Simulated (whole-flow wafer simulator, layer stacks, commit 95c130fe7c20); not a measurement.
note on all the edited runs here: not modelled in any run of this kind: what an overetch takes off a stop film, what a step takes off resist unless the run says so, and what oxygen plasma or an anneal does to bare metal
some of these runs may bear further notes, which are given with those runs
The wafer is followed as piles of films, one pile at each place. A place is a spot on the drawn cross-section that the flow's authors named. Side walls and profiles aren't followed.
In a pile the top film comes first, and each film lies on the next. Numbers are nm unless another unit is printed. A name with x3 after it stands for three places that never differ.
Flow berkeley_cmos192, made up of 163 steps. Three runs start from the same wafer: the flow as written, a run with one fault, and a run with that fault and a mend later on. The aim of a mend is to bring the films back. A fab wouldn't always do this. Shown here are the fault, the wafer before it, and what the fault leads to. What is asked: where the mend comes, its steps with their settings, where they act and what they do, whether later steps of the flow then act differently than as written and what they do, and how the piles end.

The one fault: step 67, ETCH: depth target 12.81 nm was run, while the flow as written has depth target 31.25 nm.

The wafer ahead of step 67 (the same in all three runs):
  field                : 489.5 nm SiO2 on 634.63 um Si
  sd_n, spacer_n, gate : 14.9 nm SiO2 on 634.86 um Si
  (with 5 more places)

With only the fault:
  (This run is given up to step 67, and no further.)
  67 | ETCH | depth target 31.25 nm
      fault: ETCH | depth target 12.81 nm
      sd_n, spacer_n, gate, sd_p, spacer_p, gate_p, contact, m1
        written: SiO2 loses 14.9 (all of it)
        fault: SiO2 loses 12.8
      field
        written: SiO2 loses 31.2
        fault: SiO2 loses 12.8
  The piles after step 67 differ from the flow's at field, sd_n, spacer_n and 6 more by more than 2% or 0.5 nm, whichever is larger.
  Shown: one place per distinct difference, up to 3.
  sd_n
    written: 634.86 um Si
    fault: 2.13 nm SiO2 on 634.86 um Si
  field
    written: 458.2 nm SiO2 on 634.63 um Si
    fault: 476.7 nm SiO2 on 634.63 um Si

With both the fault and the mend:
  The mend stands after step 67.
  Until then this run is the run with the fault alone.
  67a | ETCH | depth target 18.44 nm (the flow's step 67 again, with other settings)
      sd_n, spacer_n, gate, sd_p, spacer_p, gate_p, contact, m1
        SiO2 loses 2.13 (all of it)
      field
        SiO2 loses 18.4
  None of the later steps of the flow differs from how it acts as written, at any place that is followed, by more than 2% or 0.5 nm, whichever is larger.
  The piles end the same as the flow's at every place that both follow.
